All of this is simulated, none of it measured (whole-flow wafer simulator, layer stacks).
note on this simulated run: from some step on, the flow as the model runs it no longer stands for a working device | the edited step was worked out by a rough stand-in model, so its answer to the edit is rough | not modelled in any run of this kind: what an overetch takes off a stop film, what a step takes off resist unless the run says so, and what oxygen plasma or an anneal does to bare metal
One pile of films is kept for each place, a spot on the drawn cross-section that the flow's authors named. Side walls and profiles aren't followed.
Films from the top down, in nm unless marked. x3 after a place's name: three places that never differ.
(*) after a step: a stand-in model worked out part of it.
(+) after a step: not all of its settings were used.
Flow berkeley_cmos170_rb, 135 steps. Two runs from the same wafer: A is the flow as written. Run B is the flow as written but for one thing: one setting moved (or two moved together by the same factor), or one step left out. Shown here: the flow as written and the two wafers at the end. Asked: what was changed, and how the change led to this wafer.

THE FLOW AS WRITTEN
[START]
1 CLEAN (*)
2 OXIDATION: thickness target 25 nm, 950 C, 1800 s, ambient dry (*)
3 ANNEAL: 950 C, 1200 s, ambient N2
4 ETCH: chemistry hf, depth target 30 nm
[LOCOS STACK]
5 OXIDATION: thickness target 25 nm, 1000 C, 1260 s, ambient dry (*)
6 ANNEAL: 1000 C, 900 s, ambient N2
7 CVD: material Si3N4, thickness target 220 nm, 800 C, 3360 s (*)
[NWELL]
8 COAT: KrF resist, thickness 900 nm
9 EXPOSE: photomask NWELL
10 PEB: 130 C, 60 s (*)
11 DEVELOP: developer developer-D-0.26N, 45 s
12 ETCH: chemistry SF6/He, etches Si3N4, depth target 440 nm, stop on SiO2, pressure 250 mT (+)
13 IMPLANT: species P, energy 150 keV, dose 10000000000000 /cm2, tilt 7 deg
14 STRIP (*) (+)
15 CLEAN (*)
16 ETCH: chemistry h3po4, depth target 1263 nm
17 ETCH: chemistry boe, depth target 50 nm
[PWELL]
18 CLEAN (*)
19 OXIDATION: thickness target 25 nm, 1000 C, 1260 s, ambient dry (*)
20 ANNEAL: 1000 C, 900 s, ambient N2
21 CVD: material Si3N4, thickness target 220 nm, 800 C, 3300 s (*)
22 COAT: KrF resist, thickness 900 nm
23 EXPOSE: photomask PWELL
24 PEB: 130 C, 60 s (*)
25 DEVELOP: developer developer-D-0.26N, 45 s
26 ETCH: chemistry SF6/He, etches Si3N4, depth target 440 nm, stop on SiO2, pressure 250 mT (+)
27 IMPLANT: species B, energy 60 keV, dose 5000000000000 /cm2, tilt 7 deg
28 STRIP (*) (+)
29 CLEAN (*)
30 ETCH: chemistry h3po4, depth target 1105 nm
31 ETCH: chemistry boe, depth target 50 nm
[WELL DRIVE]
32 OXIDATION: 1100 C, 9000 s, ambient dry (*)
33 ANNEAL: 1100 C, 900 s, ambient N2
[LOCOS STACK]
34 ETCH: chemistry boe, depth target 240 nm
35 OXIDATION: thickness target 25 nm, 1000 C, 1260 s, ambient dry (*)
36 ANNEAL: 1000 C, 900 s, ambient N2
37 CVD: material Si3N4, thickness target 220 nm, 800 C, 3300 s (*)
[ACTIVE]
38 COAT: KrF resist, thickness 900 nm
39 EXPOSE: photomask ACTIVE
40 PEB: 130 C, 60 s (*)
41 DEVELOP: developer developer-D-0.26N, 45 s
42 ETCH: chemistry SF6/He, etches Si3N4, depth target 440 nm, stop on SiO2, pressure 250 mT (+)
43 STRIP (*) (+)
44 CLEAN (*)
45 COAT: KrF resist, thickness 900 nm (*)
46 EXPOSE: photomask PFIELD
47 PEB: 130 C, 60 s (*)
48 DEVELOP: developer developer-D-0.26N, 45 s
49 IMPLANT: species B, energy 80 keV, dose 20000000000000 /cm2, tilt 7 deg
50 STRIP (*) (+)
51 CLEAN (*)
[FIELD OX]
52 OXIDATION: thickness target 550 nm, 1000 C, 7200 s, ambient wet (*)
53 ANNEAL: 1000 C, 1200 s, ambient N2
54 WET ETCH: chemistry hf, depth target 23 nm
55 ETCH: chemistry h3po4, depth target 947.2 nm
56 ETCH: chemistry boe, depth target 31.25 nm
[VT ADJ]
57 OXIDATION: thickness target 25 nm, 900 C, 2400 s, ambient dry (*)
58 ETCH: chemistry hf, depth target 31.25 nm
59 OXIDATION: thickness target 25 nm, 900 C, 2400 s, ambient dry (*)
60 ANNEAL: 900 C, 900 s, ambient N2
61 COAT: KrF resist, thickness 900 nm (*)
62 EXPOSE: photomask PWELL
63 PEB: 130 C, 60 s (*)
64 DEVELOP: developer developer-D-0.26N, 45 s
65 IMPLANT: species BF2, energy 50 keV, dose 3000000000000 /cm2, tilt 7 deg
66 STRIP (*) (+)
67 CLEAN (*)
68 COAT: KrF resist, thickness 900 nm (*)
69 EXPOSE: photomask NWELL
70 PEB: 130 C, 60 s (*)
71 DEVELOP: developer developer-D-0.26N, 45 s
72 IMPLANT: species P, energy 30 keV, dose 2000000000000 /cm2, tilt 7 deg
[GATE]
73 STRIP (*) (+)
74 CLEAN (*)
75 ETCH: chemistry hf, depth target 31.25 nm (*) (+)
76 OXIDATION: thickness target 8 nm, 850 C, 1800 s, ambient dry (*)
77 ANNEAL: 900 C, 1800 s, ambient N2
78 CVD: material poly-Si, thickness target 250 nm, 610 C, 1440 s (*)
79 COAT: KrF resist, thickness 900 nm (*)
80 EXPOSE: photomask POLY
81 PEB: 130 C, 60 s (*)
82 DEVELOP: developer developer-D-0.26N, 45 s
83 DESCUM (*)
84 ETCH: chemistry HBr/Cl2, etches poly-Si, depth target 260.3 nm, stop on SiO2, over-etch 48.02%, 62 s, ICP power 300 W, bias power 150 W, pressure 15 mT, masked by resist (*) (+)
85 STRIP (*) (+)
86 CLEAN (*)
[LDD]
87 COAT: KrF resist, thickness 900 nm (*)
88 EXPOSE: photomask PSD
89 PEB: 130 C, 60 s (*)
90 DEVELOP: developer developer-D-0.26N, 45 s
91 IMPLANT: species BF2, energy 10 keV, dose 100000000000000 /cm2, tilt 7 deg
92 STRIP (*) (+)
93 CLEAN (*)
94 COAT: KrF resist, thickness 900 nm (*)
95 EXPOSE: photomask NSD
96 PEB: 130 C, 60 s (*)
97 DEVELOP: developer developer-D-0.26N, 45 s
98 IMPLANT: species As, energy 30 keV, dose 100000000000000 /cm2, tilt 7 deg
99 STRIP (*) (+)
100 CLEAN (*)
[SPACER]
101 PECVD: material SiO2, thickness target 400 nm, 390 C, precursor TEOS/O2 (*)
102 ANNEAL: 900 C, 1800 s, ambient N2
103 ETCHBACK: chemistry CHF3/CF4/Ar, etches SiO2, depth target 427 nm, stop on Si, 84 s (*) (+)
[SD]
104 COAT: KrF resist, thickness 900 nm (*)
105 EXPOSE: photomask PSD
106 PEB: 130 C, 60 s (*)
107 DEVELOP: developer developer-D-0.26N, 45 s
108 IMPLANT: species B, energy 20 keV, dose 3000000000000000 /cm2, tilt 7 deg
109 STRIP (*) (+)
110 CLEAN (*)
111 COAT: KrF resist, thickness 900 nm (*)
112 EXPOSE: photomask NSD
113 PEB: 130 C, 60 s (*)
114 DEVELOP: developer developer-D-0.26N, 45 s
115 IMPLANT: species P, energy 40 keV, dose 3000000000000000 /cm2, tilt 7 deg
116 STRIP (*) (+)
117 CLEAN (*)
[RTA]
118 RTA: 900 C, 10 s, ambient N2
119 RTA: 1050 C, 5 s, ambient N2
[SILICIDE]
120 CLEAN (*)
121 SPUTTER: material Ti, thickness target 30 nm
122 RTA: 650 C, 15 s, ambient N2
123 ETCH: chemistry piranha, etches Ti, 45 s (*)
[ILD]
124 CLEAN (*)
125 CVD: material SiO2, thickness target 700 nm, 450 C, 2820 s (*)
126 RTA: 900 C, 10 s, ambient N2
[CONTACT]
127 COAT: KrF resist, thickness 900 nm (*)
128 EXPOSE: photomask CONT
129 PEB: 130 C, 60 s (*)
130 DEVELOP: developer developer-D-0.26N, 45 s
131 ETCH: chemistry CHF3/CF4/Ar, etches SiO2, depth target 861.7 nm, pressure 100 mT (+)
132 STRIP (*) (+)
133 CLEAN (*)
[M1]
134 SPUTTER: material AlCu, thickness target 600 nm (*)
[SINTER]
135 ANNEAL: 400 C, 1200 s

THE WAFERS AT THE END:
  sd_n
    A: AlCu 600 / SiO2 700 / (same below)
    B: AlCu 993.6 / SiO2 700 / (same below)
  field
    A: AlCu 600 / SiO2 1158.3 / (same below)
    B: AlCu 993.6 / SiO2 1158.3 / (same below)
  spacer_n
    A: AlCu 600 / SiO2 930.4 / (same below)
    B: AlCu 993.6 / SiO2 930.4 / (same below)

The cause: step 134, SPUTTER: thickness target 993.6 nm was run, where the flow has thickness target 600 nm.
It can be read off the wafer: sd_n has AlCu 993.6, and step 134 as written asks for 600 nm.

How the change led to this, step by step:
  134 SPUTTER: material AlCu, thickness target 600 nm (*)
      field, sd_n, spacer_n, gate, spacer_p, gate_p, m1: A AlCu +600 (new film) | B AlCu +993.6 (new film)
      sd_p: A AlCu +545.9 (new film) | B AlCu +926.6 (new film)
      (and at 1 more place)
